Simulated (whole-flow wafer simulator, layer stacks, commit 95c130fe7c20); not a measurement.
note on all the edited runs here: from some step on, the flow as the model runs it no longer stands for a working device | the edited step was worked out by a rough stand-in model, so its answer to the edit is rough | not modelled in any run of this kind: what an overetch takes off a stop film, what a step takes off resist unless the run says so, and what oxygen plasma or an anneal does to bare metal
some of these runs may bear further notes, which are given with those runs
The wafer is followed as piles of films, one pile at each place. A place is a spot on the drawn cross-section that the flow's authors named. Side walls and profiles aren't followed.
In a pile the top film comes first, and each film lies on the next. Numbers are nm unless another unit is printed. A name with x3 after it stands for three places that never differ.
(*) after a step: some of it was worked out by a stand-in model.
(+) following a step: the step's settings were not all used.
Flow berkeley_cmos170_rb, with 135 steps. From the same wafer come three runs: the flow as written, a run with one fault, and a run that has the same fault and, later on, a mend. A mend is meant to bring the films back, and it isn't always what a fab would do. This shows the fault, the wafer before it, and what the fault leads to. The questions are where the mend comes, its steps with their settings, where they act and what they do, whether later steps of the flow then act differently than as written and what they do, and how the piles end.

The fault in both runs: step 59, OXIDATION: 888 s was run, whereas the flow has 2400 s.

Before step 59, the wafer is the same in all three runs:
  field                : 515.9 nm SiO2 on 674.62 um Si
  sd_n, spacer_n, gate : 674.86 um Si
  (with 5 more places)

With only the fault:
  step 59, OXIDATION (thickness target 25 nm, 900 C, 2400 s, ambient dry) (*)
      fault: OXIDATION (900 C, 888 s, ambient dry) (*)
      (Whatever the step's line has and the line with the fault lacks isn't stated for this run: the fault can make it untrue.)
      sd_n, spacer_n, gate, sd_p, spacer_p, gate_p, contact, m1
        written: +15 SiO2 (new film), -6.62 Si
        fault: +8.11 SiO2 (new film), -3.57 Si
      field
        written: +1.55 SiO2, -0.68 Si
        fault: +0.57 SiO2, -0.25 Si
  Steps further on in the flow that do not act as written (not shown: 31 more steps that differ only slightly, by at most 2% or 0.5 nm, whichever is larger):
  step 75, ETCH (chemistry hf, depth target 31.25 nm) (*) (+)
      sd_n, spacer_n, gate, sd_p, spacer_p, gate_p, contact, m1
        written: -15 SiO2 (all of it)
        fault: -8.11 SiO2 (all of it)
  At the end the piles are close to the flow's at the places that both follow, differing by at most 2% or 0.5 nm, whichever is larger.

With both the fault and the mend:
  The mend stands after step 64.
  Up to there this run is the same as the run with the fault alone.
  step 64a, STRIP (*) (+)
      sd_p
        -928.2 KrF resist (all of it)
      spacer_p
        -911.3 KrF resist (all of it)
      gate_p
        -910.4 KrF resist (all of it)
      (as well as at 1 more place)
  step 64b, CLEAN (*) (the flow's step 51 again)
      leaves every film unchanged at each place that is followed
  step 64c, OXIDATION (900 C, 1464 s, ambient dry) (*) (the flow's step 59 again, with other settings)
      sd_n, spacer_n, gate, sd_p, spacer_p, gate_p, contact, m1
        +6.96 SiO2, -3.06 Si
      field
        +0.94 SiO2, -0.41 Si
  step 64d, COAT (KrF resist, thickness 900 nm) (*) (the flow's step 61 again)
      field
        +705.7 KrF resist (new film)
      sd_n
        +957.4 KrF resist (new film)
      spacer_n
        +924.9 KrF resist (new film)
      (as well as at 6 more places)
  step 64e, EXPOSE (photomask PWELL) (the flow's step 62 again)
      leaves every film unchanged at each place that is followed
  step 64f, PEB (130 C, 60 s) (*) (the flow's step 63 again)
      leaves every film unchanged at each place that is followed
  step 64g, DEVELOP (developer developer-D-0.26N, 45 s) (the flow's step 64 again)
      sd_p, spacer_p, gate_p, m1
        -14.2 KrF resist
      field
        -705.7 KrF resist (all of it)
      sd_n
        -957.4 KrF resist (all of it)
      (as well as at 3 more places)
  None of the later steps of the flow differs from how it acts as written, at any place that is followed, by more than 2% or 0.5 nm, whichever is larger.
  At the end the piles are close to the flow's at the places that both follow, differing by at most 2% or 0.5 nm, whichever is larger.
